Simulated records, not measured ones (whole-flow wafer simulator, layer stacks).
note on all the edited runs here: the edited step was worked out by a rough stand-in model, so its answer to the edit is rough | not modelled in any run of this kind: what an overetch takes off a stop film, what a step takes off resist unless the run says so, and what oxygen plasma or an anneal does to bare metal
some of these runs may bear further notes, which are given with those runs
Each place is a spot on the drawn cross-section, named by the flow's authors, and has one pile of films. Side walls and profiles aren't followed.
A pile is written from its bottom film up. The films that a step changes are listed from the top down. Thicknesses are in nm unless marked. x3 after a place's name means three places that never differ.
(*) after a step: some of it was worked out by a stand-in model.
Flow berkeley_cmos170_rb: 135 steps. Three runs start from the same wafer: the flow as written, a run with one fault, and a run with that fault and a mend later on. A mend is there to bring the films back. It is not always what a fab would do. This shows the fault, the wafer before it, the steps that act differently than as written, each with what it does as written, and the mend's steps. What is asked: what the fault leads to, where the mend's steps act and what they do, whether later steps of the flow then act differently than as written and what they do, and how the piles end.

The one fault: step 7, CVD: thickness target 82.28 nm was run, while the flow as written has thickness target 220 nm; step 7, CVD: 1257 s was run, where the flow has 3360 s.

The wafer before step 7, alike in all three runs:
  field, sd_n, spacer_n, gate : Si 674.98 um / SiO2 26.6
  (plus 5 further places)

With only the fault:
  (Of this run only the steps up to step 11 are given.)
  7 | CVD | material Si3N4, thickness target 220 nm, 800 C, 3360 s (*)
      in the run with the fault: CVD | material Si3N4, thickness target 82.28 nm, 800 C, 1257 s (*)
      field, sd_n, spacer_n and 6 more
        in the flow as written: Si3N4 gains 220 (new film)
        in the run with the fault: Si3N4 gains 82.3 (new film)
  Every later step of the flow up to step 11 that is run acts as written at every place that is followed.
  After step 11, at field, sd_n, spacer_n and 6 more, the piles differ from the flow's by more than 2% or 0.5 nm, whichever is larger.
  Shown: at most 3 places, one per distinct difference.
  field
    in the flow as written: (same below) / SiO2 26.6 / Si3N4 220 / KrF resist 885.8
    in the run with the fault: (same below) / SiO2 26.6 / Si3N4 82.3 / KrF resist 885.8
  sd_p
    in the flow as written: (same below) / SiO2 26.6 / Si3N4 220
    in the run with the fault: (same below) / SiO2 26.6 / Si3N4 82.3

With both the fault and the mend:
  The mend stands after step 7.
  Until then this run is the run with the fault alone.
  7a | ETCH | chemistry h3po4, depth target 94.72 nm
      field, sd_n, spacer_n and 6 more
        Si3N4 loses 82.3 (all of it)
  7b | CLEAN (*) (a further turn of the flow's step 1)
      leaves every film unchanged at each place that is followed
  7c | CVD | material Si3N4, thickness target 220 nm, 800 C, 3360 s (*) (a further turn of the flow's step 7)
      field, sd_n, spacer_n and 6 more
        Si3N4 gains 220 (new film)
  Every later step of the flow that is run acts as written at every place that is followed.
  By the end, the piles equal the flow's at every place that both follow.
